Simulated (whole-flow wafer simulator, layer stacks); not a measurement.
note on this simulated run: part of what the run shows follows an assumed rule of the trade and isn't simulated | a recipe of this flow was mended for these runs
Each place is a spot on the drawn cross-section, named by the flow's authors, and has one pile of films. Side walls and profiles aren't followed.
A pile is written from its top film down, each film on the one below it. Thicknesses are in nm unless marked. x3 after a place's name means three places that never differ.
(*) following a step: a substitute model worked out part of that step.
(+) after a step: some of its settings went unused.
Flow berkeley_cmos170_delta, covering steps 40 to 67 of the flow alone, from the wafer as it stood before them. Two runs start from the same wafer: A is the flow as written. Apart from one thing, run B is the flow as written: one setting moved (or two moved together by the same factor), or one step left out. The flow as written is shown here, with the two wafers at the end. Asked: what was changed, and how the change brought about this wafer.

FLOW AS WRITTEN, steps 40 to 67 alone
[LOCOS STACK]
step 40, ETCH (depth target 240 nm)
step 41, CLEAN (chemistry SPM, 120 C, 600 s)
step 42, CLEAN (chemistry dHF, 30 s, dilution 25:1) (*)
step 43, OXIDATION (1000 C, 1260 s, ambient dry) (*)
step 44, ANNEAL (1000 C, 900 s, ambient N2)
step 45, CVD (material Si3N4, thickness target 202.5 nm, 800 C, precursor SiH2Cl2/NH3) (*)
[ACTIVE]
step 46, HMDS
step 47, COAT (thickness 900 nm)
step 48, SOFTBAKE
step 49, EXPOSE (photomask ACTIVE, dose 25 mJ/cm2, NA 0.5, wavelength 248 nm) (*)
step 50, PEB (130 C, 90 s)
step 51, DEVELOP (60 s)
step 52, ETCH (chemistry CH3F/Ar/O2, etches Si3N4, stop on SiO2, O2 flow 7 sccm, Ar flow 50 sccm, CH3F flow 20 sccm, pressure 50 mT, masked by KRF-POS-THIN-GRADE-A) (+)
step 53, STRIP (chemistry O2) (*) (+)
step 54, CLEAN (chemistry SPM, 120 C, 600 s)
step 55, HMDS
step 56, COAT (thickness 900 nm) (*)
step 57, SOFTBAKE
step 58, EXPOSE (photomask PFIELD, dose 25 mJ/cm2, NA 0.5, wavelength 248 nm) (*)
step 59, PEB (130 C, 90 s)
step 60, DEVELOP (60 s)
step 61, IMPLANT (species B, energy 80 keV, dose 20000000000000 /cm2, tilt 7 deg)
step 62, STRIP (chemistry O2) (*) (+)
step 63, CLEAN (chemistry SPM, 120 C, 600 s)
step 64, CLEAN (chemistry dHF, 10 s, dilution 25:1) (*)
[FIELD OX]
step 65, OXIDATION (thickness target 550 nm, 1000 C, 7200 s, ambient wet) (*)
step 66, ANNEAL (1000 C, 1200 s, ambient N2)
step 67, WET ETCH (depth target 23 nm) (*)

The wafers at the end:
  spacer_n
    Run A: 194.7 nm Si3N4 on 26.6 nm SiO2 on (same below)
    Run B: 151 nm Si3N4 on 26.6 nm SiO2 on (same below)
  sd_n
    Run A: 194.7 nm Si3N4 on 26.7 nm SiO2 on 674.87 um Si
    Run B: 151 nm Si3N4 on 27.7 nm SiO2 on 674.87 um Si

The reason: step 45, CVD: thickness target 158.8 nm was run, while the flow as written has thickness target 202.5 nm.

The path from the change to this, step by step:
  step 45, CVD (material Si3N4, thickness target 202.5 nm, 800 C, precursor SiH2Cl2/NH3) (*)
      field, sd_n, spacer_n and 6 more: A +202.5 Si3N4 (new film) | B +158.8 Si3N4 (new film)
  step 52, ETCH (chemistry CH3F/Ar/O2, etches Si3N4, stop on SiO2, O2 flow 7 sccm, Ar flow 50 sccm, CH3F flow 20 sccm, pressure 50 mT, masked by KRF-POS-THIN-GRADE-A) (+)
      sd_n, spacer_n, gate, sd_p, spacer_p, gate_p, contact, m1: A -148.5 KrF-resist | B -119.4 KrF-resist
      field: A -202.5 Si3N4 (all of it), -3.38 SiO2 | B -158.8 Si3N4 (all of it), -3.38 SiO2
  step 53, STRIP (chemistry O2) (*) (+)
      sd_n, spacer_n, gate, sd_p, spacer_p, gate_p, contact, m1: A -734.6 KrF-resist (all of it) | B -763.7 KrF-resist (all of it)
  step 56, COAT (thickness 900 nm) (*)
      sd_n: A +794.3 KrF-resist (new film) | B +816.6 KrF-resist (new film)
      sd_p: A +812.1 KrF-resist (new film) | B +830.5 KrF-resist (new film)
      (also at 2 further places)
  step 62, STRIP (chemistry O2) (*) (+)
      sd_n: A -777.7 KrF-resist (all of it) | B -799.9 KrF-resist (all of it)
      sd_p: A -795.4 KrF-resist (all of it) | B -813.8 KrF-resist (all of it)
      (also at 2 further places)
  step 65, OXIDATION (thickness target 550 nm, 1000 C, 7200 s, ambient wet) (*)
      sd_n, sd_p: A +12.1 SiO2 (new film), -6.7 Si3N4, +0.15 SiO2, -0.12 Si | B +12.1 SiO2 (new film), -6.7 Si3N4, +1.18 SiO2, -0.53 Si
